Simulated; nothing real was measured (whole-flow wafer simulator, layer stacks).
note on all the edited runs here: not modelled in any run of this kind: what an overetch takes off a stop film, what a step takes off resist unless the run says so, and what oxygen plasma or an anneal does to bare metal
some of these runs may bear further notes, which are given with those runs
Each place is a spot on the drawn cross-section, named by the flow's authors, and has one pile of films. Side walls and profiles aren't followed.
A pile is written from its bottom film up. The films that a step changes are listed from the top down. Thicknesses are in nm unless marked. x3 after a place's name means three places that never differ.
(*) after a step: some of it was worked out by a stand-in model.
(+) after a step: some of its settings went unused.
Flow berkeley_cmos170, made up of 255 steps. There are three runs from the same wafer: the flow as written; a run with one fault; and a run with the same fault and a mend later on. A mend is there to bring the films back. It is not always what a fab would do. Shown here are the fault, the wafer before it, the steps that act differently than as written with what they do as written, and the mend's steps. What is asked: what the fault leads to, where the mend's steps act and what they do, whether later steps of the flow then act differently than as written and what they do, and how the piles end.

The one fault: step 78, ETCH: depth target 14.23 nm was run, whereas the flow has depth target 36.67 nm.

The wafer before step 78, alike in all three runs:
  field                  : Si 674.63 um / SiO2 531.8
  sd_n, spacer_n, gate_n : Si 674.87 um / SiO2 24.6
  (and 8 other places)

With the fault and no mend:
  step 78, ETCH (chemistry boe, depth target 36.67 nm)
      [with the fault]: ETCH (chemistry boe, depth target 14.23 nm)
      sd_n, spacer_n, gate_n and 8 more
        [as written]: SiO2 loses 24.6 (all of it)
        [with the fault]: SiO2 loses 14.2
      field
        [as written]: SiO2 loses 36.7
        [with the fault]: SiO2 loses 14.2
  Steps later in the flow that act otherwise than as written (43 other steps are not shown; they differ only slightly, by no more than 2% or 0.5 nm, whichever is larger):
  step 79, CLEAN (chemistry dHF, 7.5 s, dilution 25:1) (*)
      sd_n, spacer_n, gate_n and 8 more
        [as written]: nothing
        [with the fault]: SiO2 loses 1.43
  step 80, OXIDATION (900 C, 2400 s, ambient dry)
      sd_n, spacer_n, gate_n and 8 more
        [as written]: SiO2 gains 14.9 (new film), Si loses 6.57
        [with the fault]: SiO2 gains 12.2, Si loses 5.36
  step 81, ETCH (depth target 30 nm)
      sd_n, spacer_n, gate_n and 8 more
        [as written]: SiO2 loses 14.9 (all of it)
        [with the fault]: SiO2 loses 21.1 (all of it)
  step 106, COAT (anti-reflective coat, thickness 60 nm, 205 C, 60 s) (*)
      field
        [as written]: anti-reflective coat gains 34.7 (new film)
        [with the fault]: anti-reflective coat gains 35.5 (new film)
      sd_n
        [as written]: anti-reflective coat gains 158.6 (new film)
        [with the fault]: anti-reflective coat gains 178.2 (new film)
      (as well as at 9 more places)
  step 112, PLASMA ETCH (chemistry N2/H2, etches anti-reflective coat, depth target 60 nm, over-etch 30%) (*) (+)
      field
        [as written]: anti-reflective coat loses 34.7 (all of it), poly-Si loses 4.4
        [with the fault]: anti-reflective coat loses 35.5 (all of it), poly-Si loses 5.03
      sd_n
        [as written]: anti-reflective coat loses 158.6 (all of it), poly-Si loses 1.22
        [with the fault]: anti-reflective coat loses 178.2 (all of it), poly-Si loses 1.37
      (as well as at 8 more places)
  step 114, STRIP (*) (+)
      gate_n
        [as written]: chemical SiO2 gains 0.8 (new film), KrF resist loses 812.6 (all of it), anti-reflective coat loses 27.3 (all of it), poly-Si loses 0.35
        [with the fault]: chemical SiO2 gains 0.8 (new film), KrF resist loses 831.5 (all of it), anti-reflective coat loses 22.4 (all of it), poly-Si loses 0.35
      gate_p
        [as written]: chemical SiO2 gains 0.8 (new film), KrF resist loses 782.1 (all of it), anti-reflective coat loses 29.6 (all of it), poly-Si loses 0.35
        [with the fault]: chemical SiO2 gains 0.8 (new film), KrF resist loses 792.6 (all of it), anti-reflective coat loses 27.1 (all of it), poly-Si loses 0.35
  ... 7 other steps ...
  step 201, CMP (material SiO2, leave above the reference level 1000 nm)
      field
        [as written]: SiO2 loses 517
        [with the fault]: SiO2 loses 538.1
  The piles end different from the flow's at field by more than 2% or 0.5 nm, whichever is larger.
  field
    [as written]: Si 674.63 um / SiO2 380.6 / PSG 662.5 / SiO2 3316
    [with the fault]: Si 674.63 um / SiO2 402.9 / PSG 662.5 / SiO2 3294.9

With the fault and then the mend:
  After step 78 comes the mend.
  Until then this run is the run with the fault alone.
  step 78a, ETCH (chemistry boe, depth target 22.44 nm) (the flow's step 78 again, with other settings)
      spacer_n, gate_n, spacer_p and 6 more
        SiO2 loses 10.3 (all of it)
      sd_n, sd_p
        SiO2 loses 10.4 (all of it)
      field
        SiO2 loses 22.4
  None of the later steps of the flow differs from how it acts as written, at any place that is followed, by more than 2% or 0.5 nm, whichever is larger.
  At every place that both follow, the piles at the end match the flow's.
